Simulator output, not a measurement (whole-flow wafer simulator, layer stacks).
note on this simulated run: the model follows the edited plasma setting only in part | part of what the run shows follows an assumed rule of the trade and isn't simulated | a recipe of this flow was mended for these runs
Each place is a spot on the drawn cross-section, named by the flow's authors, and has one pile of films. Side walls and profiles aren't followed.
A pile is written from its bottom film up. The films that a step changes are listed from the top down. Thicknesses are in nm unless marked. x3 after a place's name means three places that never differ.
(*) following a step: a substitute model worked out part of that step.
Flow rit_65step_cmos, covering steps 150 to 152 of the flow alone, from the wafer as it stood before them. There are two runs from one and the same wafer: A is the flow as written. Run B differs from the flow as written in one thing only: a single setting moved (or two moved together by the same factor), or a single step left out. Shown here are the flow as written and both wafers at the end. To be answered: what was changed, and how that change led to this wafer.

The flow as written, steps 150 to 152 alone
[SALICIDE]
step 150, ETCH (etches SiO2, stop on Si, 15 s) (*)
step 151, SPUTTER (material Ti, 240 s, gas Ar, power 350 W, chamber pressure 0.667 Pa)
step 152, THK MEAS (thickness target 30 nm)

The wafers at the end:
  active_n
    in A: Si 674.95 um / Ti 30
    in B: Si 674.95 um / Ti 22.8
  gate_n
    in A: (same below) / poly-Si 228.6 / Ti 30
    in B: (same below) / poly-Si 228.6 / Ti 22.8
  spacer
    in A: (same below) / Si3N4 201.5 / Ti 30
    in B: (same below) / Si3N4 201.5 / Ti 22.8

Cause: step 151, SPUTTER: power 266 W was run, while the flow as written has power 350 W.

How this came from the change, step by step:
  step 151, SPUTTER (material Ti, 240 s, gas Ar, power 350 W, chamber pressure 0.667 Pa)
      field, field_pw, field_nw and 11 more: A +30 Ti (new film) | B +22.8 Ti (new film)
